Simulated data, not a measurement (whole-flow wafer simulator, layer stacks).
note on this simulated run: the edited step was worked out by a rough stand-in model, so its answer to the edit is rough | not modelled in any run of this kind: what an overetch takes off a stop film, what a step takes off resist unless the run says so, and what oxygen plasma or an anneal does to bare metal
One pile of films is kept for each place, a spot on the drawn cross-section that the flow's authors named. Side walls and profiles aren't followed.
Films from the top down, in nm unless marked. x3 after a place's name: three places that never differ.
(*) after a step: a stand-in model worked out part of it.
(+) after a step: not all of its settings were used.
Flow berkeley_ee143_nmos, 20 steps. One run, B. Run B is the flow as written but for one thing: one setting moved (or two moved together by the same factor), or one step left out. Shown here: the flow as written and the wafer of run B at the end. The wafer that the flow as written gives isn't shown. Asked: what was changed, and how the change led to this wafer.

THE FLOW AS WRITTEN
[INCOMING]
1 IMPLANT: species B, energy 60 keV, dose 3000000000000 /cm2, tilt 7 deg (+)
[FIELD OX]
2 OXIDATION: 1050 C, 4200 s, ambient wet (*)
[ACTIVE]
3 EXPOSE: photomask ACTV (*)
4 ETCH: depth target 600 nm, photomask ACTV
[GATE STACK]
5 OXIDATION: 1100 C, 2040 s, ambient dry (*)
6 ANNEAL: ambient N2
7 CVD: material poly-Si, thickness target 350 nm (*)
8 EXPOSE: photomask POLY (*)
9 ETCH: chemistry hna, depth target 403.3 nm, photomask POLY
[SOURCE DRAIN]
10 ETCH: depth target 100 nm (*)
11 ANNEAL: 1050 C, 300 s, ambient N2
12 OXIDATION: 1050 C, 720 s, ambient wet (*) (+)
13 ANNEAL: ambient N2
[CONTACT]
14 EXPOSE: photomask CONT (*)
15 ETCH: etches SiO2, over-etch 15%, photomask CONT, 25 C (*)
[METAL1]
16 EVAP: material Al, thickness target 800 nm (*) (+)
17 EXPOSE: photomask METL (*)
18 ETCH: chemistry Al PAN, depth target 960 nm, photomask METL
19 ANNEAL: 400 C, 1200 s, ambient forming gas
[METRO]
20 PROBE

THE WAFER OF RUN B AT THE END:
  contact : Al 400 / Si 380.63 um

The cause: step 16, EVAP: thickness target 400 nm was run, where the flow has thickness target 800 nm.
It can be read off the wafer: contact has Al 400, and step 16 as written asks for 800 nm.

How the change led to this, step by step:
  16 EVAP: material Al, thickness target 800 nm (*) (+)
      gate, sd, contact, field: Al +400 (new film) (as written it would be: Al +800 (new film))
  18 ETCH: chemistry Al PAN, depth target 960 nm, photomask METL
      gate, sd, field: Al -400 (all of it) (as written it would be: Al -800 (all of it))
